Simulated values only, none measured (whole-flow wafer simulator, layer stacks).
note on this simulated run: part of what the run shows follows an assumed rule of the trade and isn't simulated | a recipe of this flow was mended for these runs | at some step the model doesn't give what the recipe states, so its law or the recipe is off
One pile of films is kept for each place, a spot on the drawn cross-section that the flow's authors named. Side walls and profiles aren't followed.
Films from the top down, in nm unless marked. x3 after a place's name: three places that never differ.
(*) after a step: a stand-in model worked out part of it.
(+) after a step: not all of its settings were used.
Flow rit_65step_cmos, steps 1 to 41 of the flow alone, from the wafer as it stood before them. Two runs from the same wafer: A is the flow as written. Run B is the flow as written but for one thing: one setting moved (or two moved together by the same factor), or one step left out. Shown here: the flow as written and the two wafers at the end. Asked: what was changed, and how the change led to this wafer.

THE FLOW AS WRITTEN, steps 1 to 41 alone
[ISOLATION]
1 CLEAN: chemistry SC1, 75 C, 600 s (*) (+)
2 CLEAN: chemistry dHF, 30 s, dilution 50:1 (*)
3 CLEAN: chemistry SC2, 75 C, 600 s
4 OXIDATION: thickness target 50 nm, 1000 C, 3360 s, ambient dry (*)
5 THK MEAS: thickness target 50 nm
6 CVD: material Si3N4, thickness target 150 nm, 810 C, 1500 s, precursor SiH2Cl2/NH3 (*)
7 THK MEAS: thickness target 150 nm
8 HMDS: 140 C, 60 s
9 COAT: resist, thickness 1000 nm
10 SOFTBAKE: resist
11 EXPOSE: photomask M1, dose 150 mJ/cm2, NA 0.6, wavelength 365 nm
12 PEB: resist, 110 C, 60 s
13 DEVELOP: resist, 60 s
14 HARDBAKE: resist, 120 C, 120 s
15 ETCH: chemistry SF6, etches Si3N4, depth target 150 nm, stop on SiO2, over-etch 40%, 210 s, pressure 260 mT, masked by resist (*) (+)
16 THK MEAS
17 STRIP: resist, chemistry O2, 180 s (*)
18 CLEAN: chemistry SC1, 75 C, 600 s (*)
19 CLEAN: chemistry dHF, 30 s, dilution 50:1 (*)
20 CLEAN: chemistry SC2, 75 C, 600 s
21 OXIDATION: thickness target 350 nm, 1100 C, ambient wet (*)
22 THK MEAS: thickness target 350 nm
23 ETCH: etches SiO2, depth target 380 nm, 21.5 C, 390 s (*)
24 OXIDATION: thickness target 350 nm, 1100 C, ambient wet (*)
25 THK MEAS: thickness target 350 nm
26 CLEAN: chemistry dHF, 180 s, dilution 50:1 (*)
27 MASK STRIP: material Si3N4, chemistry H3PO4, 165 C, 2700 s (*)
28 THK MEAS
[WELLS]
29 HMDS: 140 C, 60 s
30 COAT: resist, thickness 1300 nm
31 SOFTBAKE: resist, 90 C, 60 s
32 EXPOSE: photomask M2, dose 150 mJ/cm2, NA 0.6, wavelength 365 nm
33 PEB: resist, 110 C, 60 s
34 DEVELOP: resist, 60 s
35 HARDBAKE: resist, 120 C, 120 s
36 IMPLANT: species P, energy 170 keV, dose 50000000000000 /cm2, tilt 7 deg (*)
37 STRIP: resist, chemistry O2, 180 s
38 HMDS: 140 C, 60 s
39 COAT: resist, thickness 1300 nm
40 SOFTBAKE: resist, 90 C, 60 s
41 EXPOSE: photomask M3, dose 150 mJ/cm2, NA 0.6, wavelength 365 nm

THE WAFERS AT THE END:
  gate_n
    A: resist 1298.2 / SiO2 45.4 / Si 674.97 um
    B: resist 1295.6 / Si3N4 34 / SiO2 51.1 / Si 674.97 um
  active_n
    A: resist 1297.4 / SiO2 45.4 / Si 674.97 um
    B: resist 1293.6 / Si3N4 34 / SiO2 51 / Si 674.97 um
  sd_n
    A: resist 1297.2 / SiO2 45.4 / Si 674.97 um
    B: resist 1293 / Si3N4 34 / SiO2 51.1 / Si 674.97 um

The cause: step 27, MASK STRIP: 945 s was run, where the flow has 2700 s.

How the change led to this, step by step:
  27 MASK STRIP: material Si3N4, chemistry H3PO4, 165 C, 2700 s (*)
      active_n, active_p, gate_n and 7 more: A Si3N4 -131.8 (all of it), SiO2 -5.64 | B Si3N4 -97.8
      field, field_pw, field_nw, field_p: A SiO2 -10.7 | B SiO2 -3.74
